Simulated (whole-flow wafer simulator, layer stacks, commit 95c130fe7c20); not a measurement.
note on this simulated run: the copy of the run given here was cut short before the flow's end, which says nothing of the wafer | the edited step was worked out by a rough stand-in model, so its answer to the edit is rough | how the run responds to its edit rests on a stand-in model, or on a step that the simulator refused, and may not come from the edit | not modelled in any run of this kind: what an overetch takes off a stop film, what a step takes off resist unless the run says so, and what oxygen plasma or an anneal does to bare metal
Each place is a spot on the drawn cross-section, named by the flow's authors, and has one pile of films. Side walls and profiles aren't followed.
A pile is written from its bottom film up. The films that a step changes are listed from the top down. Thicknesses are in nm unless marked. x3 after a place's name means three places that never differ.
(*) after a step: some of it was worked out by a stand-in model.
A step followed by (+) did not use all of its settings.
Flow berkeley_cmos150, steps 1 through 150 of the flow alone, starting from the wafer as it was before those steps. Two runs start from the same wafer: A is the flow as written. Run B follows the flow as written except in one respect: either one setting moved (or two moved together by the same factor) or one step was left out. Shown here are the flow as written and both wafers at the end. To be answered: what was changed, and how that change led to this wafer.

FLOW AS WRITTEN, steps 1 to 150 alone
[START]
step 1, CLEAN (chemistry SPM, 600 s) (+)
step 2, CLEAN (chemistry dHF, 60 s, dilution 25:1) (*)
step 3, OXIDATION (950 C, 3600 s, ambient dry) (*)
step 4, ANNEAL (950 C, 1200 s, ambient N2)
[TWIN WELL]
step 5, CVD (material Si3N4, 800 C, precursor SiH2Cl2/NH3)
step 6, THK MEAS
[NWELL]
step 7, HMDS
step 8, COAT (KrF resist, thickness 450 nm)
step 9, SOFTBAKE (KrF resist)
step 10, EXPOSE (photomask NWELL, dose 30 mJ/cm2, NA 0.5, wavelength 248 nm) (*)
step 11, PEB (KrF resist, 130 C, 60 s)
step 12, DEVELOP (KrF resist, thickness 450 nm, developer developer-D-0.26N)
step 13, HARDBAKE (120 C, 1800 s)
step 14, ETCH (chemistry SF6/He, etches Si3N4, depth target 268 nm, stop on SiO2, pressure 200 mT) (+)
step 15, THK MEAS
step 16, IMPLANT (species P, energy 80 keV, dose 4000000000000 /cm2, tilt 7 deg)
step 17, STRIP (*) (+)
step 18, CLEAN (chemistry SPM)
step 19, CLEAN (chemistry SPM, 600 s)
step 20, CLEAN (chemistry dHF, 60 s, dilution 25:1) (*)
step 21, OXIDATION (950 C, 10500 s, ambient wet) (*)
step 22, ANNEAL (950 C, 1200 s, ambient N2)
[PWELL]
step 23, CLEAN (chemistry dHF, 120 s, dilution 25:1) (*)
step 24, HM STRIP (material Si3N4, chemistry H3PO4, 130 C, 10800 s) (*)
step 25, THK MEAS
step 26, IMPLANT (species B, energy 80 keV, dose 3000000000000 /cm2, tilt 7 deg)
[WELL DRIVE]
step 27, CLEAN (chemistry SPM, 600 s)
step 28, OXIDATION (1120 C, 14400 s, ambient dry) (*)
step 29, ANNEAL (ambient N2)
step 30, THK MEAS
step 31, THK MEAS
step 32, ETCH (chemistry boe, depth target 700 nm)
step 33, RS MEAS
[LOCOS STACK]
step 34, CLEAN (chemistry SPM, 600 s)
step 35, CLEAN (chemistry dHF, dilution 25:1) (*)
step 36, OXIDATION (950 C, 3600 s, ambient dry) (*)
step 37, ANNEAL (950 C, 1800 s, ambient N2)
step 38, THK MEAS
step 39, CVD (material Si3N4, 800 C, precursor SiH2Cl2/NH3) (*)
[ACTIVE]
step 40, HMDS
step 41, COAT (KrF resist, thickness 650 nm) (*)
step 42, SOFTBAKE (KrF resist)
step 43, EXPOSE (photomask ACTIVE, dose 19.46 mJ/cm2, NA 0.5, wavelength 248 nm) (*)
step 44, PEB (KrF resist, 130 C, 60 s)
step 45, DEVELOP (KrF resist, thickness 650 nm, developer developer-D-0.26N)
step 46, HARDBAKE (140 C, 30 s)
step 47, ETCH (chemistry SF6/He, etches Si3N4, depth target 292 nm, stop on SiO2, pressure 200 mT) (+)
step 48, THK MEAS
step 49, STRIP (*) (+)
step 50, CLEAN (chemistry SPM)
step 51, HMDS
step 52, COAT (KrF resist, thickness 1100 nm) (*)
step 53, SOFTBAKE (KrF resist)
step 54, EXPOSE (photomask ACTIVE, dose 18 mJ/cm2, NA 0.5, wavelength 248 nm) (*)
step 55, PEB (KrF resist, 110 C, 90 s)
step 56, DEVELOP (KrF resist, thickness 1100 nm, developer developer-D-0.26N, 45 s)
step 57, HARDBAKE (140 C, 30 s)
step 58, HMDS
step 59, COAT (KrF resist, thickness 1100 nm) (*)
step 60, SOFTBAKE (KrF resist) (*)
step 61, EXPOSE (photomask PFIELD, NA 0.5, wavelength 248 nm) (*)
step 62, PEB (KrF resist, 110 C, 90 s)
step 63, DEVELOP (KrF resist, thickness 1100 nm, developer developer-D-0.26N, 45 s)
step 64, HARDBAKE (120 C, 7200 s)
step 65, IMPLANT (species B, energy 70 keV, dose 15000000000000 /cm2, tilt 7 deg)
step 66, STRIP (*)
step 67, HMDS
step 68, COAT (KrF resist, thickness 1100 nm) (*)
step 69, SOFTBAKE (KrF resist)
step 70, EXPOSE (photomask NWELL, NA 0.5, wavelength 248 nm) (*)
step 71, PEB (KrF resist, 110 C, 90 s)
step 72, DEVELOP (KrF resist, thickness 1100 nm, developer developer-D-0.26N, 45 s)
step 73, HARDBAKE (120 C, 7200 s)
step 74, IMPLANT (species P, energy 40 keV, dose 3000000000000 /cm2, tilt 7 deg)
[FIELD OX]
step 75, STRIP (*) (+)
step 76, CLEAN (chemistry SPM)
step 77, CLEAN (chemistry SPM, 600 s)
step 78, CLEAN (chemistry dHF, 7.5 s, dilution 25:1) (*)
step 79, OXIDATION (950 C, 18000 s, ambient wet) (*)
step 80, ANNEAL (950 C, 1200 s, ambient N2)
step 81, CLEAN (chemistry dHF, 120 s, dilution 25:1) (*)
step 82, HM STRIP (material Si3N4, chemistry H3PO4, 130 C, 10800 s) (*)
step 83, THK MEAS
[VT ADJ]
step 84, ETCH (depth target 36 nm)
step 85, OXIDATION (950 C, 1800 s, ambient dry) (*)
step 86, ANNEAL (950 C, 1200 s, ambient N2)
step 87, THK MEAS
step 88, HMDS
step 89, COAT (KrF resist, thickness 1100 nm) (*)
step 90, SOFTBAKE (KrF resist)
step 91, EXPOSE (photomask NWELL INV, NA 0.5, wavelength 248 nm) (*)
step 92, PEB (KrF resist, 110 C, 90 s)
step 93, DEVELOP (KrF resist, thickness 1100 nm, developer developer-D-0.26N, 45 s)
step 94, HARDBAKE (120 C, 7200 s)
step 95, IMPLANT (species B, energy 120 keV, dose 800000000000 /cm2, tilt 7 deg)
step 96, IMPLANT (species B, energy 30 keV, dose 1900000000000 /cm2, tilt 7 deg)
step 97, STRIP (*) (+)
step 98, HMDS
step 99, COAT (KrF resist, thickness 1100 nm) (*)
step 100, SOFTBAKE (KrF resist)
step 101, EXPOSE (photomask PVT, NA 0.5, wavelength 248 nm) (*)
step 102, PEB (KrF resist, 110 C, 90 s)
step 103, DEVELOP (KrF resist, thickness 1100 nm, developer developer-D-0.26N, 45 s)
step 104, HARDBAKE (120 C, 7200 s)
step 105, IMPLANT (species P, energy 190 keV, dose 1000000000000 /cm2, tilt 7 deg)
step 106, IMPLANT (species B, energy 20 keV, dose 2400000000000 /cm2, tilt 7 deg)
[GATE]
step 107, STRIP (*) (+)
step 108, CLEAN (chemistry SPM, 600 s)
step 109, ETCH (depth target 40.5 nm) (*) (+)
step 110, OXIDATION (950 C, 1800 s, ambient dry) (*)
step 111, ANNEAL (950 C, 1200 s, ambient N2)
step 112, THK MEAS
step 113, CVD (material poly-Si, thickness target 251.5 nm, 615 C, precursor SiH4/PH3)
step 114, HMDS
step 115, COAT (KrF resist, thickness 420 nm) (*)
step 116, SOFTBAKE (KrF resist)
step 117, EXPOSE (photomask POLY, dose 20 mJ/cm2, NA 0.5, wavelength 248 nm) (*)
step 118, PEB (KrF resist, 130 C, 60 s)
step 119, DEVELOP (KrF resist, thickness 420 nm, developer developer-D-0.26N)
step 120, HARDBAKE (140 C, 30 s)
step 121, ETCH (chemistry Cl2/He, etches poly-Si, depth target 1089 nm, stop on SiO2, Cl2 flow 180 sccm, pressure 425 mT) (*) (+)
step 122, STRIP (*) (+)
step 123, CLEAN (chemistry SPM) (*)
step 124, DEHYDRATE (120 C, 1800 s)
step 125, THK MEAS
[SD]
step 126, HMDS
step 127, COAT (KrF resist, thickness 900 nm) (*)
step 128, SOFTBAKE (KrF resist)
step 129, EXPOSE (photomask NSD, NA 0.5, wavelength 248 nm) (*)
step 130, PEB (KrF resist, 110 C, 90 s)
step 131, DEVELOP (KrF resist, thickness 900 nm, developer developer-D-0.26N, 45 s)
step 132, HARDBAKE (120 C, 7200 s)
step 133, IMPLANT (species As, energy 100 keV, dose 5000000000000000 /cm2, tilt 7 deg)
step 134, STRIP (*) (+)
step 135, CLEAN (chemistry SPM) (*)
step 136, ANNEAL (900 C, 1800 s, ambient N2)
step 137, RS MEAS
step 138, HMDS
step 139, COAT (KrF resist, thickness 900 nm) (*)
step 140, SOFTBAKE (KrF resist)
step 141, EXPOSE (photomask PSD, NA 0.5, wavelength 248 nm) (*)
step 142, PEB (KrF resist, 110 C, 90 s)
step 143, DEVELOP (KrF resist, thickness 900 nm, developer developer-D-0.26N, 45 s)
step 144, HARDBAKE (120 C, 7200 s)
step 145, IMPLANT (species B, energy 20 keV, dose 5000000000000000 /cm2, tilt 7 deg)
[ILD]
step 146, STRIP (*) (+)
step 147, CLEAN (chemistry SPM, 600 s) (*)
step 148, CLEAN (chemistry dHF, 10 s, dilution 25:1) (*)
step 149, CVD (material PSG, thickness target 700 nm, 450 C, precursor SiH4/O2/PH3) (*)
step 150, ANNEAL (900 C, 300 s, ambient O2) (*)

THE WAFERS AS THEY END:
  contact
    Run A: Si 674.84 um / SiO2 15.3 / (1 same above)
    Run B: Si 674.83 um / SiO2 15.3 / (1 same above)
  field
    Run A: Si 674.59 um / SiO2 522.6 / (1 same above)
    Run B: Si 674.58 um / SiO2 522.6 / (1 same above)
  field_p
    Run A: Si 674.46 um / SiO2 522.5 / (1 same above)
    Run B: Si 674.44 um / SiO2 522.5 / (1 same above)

Cause: step 3, OXIDATION: 1092 C was run, while the flow as written has 950 C.

Step by step, how the change led to this:
  step 3, OXIDATION (950 C, 3600 s, ambient dry) (*)
      field, field_p, sd_n, gate_n, sd_p, gate_p, contact, m1: A +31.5 SiO2 (new film), -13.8 Si | B +106.5 SiO2 (new film), -46.9 Si
  step 21, OXIDATION (950 C, 10500 s, ambient wet) (*)
      field_p, sd_p, gate_p: A +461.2 SiO2, -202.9 Si | B +422.3 SiO2, -185.8 Si
  step 28, OXIDATION (1120 C, 14400 s, ambient dry) (*)
      field, sd_n, gate_n, contact, m1: A +261.5 SiO2, -115.1 Si | B +212 SiO2, -93.3 Si
      field_p, sd_p, gate_p: A +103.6 SiO2, -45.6 Si | B +97.9 SiO2, -43.1 Si
  step 32, ETCH (chemistry boe, depth target 700 nm)
      field, sd_n, gate_n, contact, m1: A -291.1 SiO2 (all of it) | B -316.7 SiO2 (all of it)
      field_p, sd_p, gate_p: A -555.5 SiO2 (all of it) | B -586 SiO2 (all of it)
